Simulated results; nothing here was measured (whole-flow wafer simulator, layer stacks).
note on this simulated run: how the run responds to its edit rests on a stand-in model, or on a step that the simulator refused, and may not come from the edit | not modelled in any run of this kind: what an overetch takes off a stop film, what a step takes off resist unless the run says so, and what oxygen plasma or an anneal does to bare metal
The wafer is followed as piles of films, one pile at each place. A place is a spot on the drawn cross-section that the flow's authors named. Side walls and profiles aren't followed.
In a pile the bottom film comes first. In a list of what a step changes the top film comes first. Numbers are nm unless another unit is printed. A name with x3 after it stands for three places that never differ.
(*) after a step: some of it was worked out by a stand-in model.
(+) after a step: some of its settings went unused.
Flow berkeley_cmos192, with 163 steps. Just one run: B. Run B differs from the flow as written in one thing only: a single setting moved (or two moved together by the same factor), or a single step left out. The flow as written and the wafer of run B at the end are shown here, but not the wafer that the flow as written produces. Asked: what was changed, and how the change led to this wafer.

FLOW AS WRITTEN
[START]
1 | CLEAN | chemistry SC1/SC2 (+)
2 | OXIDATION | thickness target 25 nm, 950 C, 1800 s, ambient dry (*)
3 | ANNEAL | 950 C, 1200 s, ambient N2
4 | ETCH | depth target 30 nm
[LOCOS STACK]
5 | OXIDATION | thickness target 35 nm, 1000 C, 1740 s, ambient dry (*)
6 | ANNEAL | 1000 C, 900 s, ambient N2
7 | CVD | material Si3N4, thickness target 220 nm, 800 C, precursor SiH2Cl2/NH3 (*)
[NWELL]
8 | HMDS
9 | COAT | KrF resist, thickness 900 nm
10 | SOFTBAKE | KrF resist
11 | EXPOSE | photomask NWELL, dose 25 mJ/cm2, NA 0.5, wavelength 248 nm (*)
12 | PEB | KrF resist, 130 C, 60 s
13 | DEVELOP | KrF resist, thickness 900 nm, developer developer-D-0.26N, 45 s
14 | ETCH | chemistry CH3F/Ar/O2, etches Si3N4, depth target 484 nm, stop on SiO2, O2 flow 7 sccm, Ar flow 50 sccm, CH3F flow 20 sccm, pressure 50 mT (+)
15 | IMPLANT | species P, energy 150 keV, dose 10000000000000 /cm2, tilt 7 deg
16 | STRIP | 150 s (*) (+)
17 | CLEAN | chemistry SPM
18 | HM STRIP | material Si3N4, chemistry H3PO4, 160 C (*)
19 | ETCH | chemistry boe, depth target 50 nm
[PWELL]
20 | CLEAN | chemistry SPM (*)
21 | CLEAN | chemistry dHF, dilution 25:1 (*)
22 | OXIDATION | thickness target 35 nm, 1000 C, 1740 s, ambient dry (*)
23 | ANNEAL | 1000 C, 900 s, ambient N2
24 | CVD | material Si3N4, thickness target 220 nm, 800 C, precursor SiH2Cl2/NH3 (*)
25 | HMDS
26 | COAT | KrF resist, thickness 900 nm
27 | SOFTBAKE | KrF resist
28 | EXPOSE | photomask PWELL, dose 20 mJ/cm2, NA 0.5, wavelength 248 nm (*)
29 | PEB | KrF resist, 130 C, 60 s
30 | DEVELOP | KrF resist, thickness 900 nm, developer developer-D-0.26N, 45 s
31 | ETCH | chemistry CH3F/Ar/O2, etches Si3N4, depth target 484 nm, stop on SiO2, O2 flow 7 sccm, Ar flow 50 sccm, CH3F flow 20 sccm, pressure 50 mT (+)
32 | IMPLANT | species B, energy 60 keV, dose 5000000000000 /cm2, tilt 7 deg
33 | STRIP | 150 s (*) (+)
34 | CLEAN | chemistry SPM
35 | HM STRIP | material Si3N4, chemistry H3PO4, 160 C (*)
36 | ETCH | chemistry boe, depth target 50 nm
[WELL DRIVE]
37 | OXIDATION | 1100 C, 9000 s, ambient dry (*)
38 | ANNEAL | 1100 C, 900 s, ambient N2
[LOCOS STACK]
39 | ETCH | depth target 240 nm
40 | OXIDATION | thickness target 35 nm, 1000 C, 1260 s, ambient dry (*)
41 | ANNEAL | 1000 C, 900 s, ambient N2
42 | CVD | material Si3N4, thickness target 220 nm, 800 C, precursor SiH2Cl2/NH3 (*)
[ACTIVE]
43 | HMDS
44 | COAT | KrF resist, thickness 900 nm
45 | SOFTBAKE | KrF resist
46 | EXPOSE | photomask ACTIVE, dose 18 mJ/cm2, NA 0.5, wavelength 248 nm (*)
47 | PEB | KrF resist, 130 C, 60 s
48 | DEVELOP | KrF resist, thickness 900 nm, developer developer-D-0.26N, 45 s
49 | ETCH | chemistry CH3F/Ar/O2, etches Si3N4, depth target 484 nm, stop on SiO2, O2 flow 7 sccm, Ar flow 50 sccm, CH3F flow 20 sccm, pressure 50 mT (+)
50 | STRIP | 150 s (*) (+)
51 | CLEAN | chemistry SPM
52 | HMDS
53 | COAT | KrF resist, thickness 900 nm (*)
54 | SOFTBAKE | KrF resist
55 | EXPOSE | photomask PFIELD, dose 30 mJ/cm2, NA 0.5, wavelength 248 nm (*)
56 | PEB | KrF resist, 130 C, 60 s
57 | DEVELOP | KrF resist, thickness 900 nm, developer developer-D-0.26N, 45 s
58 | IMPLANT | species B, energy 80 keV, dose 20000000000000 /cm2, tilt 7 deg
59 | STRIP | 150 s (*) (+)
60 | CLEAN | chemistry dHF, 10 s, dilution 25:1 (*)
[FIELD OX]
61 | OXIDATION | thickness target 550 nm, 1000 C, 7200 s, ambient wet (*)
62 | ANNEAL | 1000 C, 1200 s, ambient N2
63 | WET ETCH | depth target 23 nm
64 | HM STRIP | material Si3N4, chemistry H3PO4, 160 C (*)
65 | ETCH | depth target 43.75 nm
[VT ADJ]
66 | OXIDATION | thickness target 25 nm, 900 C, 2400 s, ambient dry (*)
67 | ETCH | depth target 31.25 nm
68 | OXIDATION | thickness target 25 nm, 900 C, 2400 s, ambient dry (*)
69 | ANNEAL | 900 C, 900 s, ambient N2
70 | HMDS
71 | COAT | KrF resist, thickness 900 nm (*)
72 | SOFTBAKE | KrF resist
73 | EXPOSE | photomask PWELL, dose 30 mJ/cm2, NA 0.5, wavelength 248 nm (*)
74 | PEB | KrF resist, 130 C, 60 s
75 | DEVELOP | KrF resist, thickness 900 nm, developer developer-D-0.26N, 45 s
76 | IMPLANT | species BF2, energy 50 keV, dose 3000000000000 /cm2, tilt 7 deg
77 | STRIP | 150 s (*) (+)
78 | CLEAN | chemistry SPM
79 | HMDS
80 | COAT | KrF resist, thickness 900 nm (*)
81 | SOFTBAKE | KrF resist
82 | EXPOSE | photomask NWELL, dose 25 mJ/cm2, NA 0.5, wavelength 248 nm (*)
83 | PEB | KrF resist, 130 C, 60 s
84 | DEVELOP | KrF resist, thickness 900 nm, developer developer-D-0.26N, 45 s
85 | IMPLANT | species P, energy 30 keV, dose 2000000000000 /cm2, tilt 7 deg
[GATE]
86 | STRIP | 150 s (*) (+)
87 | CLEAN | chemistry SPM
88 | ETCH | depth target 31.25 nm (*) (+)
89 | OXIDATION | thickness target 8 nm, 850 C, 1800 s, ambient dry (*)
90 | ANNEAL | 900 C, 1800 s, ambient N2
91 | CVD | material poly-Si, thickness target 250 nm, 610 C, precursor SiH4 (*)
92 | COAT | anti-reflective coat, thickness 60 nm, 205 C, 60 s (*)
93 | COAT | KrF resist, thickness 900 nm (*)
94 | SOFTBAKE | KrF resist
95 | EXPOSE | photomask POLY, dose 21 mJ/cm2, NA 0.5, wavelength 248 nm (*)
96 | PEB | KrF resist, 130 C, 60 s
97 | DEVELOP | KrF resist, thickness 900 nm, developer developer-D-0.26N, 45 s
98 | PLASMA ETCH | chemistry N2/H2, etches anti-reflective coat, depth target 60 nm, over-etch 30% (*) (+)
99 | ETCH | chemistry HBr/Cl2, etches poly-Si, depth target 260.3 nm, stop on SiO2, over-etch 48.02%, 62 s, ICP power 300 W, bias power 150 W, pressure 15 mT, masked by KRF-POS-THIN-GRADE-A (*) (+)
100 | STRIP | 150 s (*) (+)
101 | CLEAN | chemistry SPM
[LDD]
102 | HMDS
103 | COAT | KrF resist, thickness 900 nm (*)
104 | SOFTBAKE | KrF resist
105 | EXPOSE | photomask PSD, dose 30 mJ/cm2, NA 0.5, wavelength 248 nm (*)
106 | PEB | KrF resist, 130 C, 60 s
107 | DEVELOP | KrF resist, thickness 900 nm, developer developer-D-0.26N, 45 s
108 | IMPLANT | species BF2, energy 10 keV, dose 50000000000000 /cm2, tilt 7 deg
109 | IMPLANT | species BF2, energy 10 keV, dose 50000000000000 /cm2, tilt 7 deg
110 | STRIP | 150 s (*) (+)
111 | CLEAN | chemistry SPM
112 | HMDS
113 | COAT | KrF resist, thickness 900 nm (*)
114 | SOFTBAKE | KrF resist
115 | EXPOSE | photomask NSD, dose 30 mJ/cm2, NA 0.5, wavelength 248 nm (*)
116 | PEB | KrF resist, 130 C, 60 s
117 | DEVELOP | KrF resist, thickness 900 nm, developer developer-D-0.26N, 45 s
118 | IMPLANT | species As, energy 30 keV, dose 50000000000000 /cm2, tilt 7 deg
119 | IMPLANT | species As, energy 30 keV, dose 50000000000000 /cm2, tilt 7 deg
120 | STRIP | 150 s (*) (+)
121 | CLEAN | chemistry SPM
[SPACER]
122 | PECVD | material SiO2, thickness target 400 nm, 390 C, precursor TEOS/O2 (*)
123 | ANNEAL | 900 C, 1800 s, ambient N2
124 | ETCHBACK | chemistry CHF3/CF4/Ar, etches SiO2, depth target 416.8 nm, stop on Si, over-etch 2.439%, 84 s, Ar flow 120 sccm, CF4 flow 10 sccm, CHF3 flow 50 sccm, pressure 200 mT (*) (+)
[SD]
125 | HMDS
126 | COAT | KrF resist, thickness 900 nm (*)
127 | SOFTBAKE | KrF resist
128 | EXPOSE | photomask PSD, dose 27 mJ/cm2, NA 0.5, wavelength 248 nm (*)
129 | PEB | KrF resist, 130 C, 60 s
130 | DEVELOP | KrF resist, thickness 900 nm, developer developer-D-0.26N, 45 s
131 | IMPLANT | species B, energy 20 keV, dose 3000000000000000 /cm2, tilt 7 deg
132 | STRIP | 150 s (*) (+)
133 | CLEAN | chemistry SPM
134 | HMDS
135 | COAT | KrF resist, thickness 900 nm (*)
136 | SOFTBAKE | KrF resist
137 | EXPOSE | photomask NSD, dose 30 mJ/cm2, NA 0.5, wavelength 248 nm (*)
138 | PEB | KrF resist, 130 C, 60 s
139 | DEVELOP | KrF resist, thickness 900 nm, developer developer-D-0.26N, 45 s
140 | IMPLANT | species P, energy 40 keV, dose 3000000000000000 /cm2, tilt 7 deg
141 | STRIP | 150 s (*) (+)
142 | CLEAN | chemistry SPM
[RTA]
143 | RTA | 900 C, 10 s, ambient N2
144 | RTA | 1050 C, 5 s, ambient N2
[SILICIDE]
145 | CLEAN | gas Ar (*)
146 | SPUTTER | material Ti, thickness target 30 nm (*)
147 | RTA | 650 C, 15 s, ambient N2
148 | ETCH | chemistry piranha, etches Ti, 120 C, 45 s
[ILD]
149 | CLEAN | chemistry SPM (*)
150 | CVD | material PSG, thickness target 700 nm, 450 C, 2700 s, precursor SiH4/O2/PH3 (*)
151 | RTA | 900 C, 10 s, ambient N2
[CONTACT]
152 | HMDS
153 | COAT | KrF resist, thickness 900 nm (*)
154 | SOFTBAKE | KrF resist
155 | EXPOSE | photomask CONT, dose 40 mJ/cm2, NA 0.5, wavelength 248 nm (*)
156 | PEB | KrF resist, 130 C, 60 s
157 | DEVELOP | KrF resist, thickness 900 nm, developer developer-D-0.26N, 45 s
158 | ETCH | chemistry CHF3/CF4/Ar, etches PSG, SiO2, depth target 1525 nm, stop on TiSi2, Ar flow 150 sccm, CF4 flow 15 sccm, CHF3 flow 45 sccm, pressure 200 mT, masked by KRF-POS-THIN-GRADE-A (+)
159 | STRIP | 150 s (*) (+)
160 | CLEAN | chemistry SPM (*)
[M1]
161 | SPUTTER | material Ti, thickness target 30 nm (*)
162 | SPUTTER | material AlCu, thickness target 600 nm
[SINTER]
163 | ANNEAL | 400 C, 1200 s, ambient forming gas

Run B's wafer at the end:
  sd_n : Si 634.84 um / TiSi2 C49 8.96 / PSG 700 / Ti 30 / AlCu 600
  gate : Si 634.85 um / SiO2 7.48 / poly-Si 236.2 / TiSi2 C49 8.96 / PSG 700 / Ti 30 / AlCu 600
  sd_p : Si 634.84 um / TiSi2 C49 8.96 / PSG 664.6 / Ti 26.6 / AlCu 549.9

Cause: step 147, RTA: 520 C was run, whereas the flow has 650 C.

Step by step, how the change led to this:
  147 | RTA | 650 C, 15 s, ambient N2
      sd_n, contact, m1: -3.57 Ti, +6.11 TiSi first (new film), -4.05 Si (it would be, as written: -23.4 Ti, +6.2 TiSi first (new film), +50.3 TiSi2 C49 (new film), -49 Si)
      gate, gate_p: -3.57 Ti, +6.11 TiSi first (new film), -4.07 poly-Si (it would be, as written: -23.4 Ti, +6.2 TiSi first (new film), +50.3 TiSi2 C49 (new film), -49.2 poly-Si)
      (and at 1 other place as well)
  148 | ETCH | chemistry piranha, etches Ti, 120 C, 45 s
      sd_n, gate, gate_p, contact, m1: -26.4 Ti (all of it), -0.08 TiSi first (it would be, as written: -6.6 Ti (all of it), -0.1 TiSi first)
      sd_p: -24.5 Ti (all of it), -0.09 TiSi first (it would be, as written: -6.17 Ti (all of it), -0.1 TiSi first)
  151 | RTA | 900 C, 10 s, ambient N2
      sd_n, contact, m1: under 1 film: +8.96 TiSi2 C49 (new film), -6.02 TiSi first (all of it), -4 Si (it would be, as written: under 1 film: +55.9 TiSi2 (new film), -6.09 TiSi first (all of it), -50.3 TiSi2 C49 (all of it), -4.05 Si)
      gate, gate_p: under 1 film: +8.96 TiSi2 C49 (new film), -6.02 TiSi first (all of it), -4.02 poly-Si (it would be, as written: under 1 film: +55.9 TiSi2 (new film), -6.09 TiSi first (all of it), -50.3 TiSi2 C49 (all of it), -4.06 poly-Si)
      (and at 1 other place as well)
  158 | ETCH | chemistry CHF3/CF4/Ar, etches PSG, SiO2, depth target 1525 nm, stop on TiSi2, Ar flow 150 sccm, CF4 flow 15 sccm, CHF3 flow 45 sccm, pressure 200 mT, masked by KRF-POS-THIN-GRADE-A (+)
      contact: -700 PSG (all of it) (it would be, as written: -700 PSG (all of it), -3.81 TiSi2)
